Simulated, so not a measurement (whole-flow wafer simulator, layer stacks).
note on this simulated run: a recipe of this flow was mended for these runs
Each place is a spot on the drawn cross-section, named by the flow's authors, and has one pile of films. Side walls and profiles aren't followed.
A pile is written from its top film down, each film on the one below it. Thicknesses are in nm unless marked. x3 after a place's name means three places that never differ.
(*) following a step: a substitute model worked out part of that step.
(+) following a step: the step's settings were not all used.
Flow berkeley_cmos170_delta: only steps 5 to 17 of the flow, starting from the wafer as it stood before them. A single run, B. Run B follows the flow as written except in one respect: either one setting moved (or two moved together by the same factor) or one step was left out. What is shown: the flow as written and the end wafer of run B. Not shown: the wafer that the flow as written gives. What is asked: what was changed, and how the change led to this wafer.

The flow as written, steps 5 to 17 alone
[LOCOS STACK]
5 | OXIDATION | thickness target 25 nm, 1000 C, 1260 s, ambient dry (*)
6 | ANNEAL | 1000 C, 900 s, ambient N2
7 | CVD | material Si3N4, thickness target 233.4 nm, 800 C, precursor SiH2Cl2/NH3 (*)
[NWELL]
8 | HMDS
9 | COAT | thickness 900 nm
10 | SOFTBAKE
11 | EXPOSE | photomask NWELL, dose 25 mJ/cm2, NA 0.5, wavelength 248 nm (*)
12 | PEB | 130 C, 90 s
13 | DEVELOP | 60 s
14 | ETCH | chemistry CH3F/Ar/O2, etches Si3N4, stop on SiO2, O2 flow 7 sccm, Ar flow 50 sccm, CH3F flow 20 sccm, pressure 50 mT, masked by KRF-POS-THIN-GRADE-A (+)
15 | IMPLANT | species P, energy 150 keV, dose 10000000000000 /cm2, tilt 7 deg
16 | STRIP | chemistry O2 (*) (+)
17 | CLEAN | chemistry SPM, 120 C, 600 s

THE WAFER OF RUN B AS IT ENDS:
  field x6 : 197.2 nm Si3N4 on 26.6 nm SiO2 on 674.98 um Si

What caused this: step 7, CVD: thickness target 197.2 nm was run, while the flow as written has thickness target 233.4 nm.
One can read it off the wafer: field x6 has Si3N4 197.2, and step 7 as written asks for 233.4 nm.

Step by step, how the change led to this:
  7 | CVD | material Si3N4, thickness target 233.4 nm, 800 C, precursor SiH2Cl2/NH3 (*)
      field x6, sd_p x3: +197.2 Si3N4 (new film) (in the flow as written it would be: +233.4 Si3N4 (new film))
  14 | ETCH | chemistry CH3F/Ar/O2, etches Si3N4, stop on SiO2, O2 flow 7 sccm, Ar flow 50 sccm, CH3F flow 20 sccm, pressure 50 mT, masked by KRF-POS-THIN-GRADE-A (+)
      field x6: -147 KrF-resist (in the flow as written it would be: -171.2 KrF-resist)
      sd_p x3: -197.2 Si3N4 (all of it), -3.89 SiO2 (in the flow as written it would be: -233.4 Si3N4 (all of it), -3.89 SiO2)
  16 | STRIP | chemistry O2 (*) (+)
      field x6: -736 KrF-resist (all of it) (in the flow as written it would be: -711.9 KrF-resist (all of it))
